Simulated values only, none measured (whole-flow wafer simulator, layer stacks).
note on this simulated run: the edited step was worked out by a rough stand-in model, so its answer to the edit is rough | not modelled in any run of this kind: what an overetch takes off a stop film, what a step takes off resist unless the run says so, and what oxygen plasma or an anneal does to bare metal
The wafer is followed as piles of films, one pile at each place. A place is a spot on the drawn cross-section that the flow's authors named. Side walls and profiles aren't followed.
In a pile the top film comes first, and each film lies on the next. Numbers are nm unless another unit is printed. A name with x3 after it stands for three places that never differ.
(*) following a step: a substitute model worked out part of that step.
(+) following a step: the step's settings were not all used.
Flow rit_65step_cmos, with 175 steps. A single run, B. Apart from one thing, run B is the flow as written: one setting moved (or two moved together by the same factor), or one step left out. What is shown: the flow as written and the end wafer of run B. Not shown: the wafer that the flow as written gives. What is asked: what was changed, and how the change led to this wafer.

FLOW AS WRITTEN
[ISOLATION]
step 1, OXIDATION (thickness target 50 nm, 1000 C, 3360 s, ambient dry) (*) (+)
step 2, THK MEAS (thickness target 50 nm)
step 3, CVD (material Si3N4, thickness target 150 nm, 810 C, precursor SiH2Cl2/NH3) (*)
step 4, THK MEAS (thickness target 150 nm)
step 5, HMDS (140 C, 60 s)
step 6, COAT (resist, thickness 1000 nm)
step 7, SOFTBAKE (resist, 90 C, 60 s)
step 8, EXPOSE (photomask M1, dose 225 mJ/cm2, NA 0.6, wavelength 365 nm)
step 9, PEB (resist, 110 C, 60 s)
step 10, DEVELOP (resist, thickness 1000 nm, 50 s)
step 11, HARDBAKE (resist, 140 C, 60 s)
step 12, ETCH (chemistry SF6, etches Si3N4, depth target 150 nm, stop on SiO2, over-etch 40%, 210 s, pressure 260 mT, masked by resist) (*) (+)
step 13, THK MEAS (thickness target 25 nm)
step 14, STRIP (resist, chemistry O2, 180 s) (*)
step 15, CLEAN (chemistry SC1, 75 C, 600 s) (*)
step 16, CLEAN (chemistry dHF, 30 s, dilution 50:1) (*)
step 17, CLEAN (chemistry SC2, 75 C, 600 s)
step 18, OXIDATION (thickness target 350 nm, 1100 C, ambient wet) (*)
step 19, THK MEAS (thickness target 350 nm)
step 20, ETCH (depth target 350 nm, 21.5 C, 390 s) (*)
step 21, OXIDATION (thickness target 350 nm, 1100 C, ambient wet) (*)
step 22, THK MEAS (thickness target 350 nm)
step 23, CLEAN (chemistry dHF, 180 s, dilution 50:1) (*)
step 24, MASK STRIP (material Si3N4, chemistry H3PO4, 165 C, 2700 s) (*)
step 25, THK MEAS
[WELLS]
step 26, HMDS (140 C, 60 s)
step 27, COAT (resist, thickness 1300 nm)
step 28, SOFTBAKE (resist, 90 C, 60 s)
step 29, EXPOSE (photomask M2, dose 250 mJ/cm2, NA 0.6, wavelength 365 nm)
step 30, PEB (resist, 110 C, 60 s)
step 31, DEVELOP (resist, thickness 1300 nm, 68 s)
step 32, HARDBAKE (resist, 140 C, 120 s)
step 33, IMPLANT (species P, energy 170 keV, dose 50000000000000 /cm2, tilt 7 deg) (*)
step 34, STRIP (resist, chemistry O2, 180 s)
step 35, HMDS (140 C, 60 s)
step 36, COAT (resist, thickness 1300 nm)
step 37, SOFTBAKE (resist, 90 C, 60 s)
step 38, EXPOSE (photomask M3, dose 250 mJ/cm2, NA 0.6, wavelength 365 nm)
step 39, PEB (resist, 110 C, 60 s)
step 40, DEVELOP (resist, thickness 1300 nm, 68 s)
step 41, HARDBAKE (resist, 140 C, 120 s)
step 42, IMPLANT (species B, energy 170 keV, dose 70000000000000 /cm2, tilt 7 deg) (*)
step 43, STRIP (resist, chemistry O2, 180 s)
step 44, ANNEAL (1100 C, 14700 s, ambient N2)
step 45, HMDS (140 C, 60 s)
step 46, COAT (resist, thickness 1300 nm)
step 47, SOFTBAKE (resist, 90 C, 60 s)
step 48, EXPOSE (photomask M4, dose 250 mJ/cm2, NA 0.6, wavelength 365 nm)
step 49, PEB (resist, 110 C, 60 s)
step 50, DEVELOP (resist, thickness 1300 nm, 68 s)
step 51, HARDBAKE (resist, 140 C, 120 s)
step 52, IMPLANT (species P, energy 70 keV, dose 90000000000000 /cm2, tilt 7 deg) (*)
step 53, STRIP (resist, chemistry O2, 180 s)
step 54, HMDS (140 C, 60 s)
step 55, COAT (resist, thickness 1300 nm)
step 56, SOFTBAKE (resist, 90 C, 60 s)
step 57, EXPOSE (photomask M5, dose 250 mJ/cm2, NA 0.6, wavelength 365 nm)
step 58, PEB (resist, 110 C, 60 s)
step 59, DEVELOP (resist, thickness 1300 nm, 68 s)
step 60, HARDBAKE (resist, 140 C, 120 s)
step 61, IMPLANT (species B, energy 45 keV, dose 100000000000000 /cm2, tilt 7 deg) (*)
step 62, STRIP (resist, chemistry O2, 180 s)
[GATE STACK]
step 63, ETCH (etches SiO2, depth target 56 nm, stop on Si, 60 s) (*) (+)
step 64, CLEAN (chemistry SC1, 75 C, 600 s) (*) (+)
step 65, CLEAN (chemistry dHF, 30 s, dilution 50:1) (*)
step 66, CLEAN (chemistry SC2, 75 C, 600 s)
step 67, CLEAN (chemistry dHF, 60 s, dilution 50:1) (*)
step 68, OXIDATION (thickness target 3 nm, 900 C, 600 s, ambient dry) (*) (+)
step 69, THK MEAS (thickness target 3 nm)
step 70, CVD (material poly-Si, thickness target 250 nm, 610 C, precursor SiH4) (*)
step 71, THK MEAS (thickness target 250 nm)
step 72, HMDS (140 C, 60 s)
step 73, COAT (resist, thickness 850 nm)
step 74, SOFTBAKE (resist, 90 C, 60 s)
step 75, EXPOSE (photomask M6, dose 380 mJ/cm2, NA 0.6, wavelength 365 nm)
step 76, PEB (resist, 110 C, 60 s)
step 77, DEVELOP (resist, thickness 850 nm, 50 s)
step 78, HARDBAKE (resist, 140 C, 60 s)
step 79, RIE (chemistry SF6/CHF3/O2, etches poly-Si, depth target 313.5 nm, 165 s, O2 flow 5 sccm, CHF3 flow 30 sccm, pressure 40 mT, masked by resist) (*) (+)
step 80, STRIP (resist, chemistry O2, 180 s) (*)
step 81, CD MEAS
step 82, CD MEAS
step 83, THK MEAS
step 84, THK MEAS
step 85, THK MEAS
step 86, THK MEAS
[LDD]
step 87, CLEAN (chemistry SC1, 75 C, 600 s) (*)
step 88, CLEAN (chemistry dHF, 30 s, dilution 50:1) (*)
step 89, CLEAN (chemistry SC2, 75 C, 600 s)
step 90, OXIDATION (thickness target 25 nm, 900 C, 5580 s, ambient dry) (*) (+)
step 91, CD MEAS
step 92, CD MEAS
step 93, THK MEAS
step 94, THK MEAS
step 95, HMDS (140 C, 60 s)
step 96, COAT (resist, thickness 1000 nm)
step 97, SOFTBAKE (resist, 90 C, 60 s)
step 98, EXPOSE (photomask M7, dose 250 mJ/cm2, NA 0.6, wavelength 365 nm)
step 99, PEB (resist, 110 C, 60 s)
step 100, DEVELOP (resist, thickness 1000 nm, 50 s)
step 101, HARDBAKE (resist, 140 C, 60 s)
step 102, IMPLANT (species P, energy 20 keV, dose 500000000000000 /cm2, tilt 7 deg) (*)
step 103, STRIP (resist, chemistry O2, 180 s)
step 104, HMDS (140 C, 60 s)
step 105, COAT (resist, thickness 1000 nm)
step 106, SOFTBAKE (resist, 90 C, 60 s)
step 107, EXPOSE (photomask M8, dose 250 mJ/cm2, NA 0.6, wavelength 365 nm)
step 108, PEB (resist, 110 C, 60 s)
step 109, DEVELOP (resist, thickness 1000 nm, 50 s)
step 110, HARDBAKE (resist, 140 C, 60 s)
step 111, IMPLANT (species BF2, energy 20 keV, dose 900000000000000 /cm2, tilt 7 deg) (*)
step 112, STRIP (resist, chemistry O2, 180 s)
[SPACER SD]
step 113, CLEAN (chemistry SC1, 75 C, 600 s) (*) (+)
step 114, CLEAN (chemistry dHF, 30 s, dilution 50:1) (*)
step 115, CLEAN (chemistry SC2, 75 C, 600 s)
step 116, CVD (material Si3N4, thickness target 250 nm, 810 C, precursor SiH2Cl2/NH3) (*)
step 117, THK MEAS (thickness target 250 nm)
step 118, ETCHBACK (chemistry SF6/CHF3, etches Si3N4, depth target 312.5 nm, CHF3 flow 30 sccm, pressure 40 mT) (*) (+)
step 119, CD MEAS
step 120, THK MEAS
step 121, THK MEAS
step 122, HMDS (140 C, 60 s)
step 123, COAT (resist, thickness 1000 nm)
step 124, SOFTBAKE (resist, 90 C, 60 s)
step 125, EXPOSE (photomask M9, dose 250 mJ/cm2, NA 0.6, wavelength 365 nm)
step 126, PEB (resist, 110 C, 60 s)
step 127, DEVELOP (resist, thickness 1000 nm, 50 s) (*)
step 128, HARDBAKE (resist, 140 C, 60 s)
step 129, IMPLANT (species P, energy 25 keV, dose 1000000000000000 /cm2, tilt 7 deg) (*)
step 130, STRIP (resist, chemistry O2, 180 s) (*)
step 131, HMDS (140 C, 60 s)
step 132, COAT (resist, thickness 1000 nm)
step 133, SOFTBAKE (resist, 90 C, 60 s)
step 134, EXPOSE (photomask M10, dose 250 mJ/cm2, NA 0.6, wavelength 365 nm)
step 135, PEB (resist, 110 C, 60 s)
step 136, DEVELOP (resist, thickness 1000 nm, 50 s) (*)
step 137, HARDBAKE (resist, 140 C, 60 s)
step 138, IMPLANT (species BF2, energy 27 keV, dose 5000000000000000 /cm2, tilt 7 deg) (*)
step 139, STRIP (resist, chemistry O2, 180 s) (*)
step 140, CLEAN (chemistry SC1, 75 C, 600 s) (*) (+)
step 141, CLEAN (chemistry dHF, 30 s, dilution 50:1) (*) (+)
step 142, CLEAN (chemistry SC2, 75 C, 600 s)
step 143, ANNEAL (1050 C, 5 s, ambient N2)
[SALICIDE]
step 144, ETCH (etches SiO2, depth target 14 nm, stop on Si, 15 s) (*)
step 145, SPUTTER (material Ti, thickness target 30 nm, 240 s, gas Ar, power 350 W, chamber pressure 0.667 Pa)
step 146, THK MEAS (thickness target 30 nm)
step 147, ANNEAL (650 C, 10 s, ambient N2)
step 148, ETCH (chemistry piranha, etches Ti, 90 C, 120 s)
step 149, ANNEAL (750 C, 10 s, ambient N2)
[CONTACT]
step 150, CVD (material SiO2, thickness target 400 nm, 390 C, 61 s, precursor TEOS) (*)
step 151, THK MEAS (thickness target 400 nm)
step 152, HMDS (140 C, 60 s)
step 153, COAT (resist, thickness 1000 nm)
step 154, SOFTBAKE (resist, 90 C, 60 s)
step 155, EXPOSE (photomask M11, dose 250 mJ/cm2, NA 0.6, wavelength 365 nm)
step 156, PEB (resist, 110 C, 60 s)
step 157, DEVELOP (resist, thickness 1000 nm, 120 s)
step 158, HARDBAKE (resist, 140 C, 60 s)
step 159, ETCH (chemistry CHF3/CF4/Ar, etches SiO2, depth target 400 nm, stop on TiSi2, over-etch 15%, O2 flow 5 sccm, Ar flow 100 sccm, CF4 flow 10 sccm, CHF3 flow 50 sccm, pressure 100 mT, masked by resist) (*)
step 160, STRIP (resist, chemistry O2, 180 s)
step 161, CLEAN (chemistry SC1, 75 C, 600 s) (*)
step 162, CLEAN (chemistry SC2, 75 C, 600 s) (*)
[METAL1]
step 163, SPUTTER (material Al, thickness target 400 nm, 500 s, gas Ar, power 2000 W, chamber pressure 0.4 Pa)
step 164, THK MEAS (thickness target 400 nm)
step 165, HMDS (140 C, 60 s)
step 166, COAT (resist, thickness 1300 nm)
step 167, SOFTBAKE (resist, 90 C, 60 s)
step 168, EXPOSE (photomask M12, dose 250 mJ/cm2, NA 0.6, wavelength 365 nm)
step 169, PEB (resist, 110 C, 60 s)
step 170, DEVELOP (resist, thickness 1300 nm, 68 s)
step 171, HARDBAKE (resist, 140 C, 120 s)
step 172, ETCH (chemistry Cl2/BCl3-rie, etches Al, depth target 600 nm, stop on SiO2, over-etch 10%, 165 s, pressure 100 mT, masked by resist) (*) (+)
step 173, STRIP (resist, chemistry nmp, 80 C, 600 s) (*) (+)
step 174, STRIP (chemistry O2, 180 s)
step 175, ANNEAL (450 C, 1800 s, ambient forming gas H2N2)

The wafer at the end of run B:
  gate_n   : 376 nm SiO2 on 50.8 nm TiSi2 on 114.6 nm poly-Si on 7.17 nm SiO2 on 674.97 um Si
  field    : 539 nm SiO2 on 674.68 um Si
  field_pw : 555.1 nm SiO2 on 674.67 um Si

What caused this: step 63, ETCH: 39 s was run, while the flow as written has 60 s.

Step by step, how the change led to this:
  step 63, ETCH (etches SiO2, depth target 56 nm, stop on Si, 60 s) (*) (+)
      active_n, active_p, gate_n and 7 more: -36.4 SiO2 (in the flow as written it would be: -45.4 SiO2 (all of it), -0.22 Si)
      field, field_pw, field_nw, field_p: -36.4 SiO2 (in the flow as written it would be: -56 SiO2)
  step 64, CLEAN (chemistry SC1, 75 C, 600 s) (*) (+)
      active_n, active_p, gate_n and 7 more: -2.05 SiO2 (in the flow as written it would be: +0.6 chemical SiO2 (new film), -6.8 Si)
  step 65, CLEAN (chemistry dHF, 30 s, dilution 50:1) (*)
      active_n, gate_n, spacer, sd_n, contact, m1: -3.26 SiO2 (in the flow as written it would be: -0.6 chemical SiO2 (all of it))
      active_p, gate_p, spacer_p, sd_p: -5.72 SiO2 (in the flow as written it would be: -0.6 chemical SiO2 (all of it))
  step 67, CLEAN (chemistry dHF, 60 s, dilution 50:1) (*)
      gate_n, spacer, sd_n, contact, m1: -3.72 SiO2 (all of it) (in the flow as written it would be: -0.4 chemical SiO2 (all of it))
      gate_p, spacer_p, sd_p: -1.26 SiO2 (all of it) (in the flow as written it would be: -0.4 chemical SiO2 (all of it))
      (also at 2 further places)
